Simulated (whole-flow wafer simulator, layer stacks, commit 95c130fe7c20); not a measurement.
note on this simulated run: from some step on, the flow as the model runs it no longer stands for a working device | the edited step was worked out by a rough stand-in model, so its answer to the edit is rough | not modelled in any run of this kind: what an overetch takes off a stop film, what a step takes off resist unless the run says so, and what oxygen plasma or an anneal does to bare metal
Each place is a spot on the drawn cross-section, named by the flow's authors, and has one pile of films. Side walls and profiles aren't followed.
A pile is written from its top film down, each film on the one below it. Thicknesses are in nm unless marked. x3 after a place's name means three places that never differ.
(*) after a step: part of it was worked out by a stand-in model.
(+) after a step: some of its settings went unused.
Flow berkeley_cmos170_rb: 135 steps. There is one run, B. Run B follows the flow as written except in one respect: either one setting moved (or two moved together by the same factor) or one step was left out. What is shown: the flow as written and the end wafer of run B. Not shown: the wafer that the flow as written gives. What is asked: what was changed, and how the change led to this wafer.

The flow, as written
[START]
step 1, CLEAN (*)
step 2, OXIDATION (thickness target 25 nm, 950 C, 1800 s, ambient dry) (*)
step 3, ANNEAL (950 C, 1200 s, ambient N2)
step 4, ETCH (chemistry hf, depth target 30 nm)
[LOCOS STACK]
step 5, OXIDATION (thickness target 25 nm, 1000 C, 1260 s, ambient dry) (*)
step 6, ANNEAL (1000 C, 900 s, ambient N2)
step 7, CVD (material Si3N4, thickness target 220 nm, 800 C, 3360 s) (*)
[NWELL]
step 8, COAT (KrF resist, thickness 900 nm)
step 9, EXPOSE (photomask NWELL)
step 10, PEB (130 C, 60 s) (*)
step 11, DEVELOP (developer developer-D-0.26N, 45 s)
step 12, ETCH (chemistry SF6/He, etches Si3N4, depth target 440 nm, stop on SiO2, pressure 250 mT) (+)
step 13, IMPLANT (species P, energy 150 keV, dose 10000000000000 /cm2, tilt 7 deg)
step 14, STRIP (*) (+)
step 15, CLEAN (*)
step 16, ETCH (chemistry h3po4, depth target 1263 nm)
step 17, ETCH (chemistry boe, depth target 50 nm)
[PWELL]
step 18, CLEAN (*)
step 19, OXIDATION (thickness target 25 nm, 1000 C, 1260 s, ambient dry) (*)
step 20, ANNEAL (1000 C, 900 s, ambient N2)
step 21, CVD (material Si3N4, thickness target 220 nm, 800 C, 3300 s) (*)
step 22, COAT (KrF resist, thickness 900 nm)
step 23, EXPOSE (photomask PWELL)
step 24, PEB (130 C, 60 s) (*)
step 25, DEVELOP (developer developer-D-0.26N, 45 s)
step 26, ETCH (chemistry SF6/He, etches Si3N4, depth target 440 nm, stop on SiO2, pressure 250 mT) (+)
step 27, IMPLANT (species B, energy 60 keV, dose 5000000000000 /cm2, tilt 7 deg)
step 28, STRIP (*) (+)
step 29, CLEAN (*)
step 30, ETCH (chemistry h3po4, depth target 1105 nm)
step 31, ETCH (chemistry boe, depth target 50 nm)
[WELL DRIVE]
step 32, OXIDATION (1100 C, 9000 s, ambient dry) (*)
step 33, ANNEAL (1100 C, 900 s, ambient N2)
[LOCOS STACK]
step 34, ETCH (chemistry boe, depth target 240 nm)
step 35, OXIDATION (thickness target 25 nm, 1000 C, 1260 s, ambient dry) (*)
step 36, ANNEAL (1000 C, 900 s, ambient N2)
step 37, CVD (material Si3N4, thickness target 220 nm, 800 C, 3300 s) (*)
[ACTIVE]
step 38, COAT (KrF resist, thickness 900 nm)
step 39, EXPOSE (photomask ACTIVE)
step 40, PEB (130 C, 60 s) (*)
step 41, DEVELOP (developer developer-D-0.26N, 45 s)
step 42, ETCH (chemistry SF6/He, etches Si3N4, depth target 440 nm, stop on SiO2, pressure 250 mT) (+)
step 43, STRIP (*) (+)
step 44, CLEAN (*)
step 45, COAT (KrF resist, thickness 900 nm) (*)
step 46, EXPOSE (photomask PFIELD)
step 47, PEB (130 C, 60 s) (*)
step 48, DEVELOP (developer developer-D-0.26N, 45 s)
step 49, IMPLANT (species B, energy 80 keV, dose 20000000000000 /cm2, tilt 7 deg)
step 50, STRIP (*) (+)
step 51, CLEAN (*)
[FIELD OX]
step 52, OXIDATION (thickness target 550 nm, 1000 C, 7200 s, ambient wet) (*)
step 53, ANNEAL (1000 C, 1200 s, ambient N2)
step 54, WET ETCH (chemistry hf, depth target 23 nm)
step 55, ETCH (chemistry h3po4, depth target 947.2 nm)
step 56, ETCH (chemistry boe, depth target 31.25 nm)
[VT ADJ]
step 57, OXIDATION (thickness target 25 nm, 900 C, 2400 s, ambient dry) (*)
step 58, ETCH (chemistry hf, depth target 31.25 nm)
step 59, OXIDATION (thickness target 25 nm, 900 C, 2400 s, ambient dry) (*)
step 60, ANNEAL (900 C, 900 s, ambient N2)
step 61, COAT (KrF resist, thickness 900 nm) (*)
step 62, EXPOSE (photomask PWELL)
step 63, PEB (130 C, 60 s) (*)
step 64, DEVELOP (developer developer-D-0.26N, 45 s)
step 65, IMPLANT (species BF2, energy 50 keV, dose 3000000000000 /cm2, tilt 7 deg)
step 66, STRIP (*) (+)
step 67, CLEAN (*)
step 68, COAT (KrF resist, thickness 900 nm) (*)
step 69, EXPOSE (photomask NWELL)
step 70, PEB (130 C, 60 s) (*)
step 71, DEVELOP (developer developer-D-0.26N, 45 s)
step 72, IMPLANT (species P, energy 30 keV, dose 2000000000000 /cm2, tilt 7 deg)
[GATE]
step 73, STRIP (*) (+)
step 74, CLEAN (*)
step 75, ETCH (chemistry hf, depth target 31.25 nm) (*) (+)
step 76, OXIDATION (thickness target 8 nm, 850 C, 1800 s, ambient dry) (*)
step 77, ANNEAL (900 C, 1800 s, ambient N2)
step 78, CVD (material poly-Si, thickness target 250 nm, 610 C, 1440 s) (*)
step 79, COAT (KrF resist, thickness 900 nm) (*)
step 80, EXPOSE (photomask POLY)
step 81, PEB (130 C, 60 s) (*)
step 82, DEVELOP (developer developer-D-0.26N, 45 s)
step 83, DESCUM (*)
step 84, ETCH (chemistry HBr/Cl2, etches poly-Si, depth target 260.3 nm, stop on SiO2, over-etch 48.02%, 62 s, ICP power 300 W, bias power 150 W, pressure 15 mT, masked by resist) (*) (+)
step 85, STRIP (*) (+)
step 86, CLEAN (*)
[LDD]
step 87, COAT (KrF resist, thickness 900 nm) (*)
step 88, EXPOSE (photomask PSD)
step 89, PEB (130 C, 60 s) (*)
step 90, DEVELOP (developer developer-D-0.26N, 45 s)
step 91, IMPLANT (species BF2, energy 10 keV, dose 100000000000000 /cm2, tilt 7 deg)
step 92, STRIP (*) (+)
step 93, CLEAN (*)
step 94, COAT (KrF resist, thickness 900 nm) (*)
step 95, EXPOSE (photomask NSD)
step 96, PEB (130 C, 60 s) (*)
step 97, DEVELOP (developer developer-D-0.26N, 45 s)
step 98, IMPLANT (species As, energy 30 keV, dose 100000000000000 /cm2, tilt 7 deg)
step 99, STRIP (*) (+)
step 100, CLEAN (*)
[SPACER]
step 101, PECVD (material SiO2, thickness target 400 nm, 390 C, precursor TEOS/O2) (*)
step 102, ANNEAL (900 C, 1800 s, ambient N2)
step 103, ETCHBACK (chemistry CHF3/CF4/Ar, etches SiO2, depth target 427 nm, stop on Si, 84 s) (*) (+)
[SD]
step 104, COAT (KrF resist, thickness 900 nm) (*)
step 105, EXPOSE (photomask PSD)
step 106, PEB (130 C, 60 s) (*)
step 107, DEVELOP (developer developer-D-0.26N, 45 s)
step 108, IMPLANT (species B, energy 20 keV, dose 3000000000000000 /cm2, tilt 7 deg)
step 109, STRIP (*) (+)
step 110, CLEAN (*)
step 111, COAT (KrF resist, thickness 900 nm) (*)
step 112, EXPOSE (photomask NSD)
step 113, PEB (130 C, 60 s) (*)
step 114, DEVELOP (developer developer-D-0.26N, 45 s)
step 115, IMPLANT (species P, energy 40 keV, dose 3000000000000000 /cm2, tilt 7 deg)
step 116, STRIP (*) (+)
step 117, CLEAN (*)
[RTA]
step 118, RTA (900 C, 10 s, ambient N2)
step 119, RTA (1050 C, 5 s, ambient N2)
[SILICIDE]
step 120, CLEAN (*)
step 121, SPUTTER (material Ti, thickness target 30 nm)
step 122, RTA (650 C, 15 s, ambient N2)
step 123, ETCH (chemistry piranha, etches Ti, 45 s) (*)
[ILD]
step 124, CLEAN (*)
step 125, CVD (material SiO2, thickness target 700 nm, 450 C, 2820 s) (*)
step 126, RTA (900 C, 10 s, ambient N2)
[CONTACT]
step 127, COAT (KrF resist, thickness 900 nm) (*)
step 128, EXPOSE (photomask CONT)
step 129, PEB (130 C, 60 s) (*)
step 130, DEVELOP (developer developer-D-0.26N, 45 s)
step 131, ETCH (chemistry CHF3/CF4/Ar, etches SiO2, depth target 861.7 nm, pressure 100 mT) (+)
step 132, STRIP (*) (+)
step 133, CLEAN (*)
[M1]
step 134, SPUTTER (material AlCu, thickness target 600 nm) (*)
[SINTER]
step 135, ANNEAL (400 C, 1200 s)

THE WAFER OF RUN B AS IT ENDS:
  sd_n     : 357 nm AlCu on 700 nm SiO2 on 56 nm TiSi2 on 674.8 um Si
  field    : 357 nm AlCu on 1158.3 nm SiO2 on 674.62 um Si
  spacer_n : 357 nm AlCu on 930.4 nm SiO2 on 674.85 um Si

Cause: step 134, SPUTTER: thickness target 357 nm was run, while the flow as written has thickness target 600 nm.
The wafer lets one read it off: sd_n has AlCu 357, and step 134 as written asks for 600 nm.

Step by step, how the change led to this:
  step 134, SPUTTER (material AlCu, thickness target 600 nm) (*)
      field, sd_n, spacer_n, gate, spacer_p, gate_p, m1: AlCu gains 357 (new film) (as written it would have been: AlCu gains 600 (new film))
      sd_p: AlCu gains 318.9 (new film) (as written it would have been: AlCu gains 545.9 (new film))
      (as well as at 1 more place)
